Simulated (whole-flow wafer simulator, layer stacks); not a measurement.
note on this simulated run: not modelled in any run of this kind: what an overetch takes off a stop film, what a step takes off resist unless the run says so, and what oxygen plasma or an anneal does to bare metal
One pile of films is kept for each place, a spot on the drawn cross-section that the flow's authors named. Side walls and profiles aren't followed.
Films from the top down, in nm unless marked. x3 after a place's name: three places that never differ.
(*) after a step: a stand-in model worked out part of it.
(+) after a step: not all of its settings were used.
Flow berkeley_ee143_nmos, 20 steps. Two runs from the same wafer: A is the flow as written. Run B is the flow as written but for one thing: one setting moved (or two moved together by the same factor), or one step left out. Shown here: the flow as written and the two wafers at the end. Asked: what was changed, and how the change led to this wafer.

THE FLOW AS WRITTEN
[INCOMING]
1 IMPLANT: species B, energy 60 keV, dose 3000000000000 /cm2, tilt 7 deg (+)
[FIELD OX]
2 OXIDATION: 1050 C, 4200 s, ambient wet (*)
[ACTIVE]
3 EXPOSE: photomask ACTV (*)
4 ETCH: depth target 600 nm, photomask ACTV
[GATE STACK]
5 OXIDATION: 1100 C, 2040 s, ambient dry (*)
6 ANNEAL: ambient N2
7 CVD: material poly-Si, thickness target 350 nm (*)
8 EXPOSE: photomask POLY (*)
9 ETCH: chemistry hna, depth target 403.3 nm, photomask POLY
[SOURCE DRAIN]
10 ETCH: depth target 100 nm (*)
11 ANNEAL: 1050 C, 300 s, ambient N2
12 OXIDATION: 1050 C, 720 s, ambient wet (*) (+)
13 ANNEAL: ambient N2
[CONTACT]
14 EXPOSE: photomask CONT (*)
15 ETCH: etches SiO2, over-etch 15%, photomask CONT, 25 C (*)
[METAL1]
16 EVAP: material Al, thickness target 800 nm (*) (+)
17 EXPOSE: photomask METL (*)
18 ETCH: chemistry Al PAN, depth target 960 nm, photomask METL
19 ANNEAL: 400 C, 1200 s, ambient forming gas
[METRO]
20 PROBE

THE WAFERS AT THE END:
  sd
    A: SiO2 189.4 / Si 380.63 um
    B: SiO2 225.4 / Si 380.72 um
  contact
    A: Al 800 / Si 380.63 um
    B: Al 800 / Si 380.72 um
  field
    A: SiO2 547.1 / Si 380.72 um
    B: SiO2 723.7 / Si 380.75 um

The cause: step 9, ETCH: depth target 285.9 nm was run, where the flow has depth target 403.3 nm.

How the change led to this, step by step:
  9 ETCH: chemistry hna, depth target 403.3 nm, photomask POLY
      sd, contact, field: A poly-Si -350 (all of it) | B poly-Si -285.9
  10 ETCH: depth target 100 nm (*)
      sd, contact: A SiO2 -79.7 (all of it) | B nothing
      field: A SiO2 -100 | B nothing
  12 OXIDATION: 1050 C, 720 s, ambient wet (*) (+)
      sd, contact: A SiO2 +189.4 (new film), Si -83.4 | B poly-Si -64.1 (all of it), SiO2 +145.7
      field: A SiO2 +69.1, Si -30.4 | B poly-Si -64.1 (all of it), SiO2 +145.7
  15 ETCH: etches SiO2, over-etch 15%, photomask CONT, 25 C (*)
      contact: A SiO2 -189.4 (all of it) | B SiO2 -225.4 (all of it)
